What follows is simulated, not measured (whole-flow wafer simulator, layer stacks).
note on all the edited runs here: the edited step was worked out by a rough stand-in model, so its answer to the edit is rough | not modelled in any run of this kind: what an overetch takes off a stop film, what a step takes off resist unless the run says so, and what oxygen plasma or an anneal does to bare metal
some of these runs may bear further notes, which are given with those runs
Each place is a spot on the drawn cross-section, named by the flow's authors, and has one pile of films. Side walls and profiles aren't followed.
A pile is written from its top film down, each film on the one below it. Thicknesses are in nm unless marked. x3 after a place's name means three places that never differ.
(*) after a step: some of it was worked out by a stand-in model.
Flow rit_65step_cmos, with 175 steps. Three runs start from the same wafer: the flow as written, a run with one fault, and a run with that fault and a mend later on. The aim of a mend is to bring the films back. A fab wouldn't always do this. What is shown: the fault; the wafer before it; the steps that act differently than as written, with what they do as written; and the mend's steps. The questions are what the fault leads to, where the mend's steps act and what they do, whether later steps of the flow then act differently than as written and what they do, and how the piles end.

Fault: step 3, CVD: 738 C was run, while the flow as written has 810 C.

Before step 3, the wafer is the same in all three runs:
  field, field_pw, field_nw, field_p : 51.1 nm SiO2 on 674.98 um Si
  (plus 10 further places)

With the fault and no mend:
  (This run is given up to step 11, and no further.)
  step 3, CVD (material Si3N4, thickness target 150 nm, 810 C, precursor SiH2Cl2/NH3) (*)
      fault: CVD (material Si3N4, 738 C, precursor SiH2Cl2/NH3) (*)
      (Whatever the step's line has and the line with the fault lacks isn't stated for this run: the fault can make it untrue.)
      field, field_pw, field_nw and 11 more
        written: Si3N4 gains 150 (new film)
        fault: Si3N4 gains 47.7 (new film)
  Later steps of the flow up to step 11 that are run all act as written at every place that is followed.
  The piles after step 11 differ from the flow's at field, field_pw, field_nw and 11 more by more than 2% or 0.5 nm, whichever is larger.
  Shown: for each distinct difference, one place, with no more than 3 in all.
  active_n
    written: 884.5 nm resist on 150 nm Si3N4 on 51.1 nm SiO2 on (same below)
    fault: 884.5 nm resist on 47.7 nm Si3N4 on 51.1 nm SiO2 on (same below)
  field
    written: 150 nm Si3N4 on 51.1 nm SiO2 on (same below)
    fault: 47.7 nm Si3N4 on 51.1 nm SiO2 on (same below)

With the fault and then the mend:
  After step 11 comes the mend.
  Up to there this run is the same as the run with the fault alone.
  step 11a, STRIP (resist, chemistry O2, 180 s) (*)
      active_n, active_p, gate_n and 7 more
        resist loses 884.5 (all of it)
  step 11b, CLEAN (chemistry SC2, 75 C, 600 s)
      leaves every film unchanged at each place that is followed
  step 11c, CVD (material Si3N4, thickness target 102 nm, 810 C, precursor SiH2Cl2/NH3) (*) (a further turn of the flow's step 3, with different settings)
      field, field_pw, field_nw and 11 more
        Si3N4 gains 102
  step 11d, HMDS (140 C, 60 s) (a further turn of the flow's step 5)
      leaves every film unchanged at each place that is followed
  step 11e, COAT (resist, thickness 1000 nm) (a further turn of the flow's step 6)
      field, field_pw, field_nw and 11 more
        resist gains 1000 (new film)
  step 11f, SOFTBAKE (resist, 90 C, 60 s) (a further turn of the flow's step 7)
      leaves every film unchanged at each place that is followed
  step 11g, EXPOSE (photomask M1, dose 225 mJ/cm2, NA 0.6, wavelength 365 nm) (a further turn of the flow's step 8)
      leaves every film unchanged at each place that is followed
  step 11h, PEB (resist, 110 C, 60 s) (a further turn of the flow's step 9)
      field, field_pw, field_nw and 11 more
        resist loses 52
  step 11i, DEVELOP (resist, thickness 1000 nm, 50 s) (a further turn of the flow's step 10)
      field, field_pw, field_nw, field_p
        resist loses 948 (all of it)
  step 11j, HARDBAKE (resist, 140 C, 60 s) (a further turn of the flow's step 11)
      active_n, active_p, gate_n and 7 more
        resist loses 63.5
  Later steps of the flow that are run all act as written at every place that is followed, up to a difference of at most 2% or 0.5 nm, whichever is larger.
  The piles end the same as the flow's at every place that both follow.
